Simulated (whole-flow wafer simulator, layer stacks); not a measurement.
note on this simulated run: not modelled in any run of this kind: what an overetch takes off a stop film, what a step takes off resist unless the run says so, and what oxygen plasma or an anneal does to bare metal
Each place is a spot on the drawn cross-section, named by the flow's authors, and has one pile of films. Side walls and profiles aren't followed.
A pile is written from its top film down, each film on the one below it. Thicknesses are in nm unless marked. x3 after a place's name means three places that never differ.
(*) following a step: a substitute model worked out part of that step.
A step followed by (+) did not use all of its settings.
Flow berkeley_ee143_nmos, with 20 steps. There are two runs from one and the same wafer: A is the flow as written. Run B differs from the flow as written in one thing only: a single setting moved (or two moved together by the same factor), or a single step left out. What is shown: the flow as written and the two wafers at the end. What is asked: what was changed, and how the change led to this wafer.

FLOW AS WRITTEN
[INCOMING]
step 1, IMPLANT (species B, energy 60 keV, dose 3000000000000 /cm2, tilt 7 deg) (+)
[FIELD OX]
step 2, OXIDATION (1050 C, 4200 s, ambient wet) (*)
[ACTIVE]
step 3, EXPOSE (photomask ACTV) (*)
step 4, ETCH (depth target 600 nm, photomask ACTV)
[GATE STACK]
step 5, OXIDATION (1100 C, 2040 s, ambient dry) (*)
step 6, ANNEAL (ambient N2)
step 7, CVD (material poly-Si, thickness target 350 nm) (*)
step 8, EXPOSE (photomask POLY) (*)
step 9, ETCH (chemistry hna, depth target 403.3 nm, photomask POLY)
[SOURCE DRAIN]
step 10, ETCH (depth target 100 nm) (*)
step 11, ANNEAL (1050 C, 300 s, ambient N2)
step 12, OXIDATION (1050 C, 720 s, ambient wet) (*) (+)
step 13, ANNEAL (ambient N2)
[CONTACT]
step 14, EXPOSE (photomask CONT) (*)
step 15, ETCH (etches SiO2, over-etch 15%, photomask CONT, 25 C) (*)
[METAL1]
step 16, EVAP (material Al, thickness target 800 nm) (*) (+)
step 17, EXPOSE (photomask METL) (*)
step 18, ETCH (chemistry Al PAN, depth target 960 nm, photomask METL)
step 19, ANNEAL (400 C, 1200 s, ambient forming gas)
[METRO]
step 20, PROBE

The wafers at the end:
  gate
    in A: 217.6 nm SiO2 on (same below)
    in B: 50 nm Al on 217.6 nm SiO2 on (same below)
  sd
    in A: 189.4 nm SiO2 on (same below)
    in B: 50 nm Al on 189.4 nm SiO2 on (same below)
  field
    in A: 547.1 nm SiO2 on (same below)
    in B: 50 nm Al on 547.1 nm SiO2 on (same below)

Cause: step 18, ETCH: depth target 750 nm was run, though the flow has depth target 960 nm.

Step by step, how the change led to this:
  step 18, ETCH (chemistry Al PAN, depth target 960 nm, photomask METL)
      gate, sd, field: A Al loses 800 (all of it) | B Al loses 750
Taking metal films that touch as one body, gate has 1 body; the flow as written gives 0 bodies.
Taking metal films that touch as one body, sd has 1 body; the flow as written gives 0 bodies.
Taking metal films that touch as one body, field has 1 body; the flow as written gives 0 bodies.
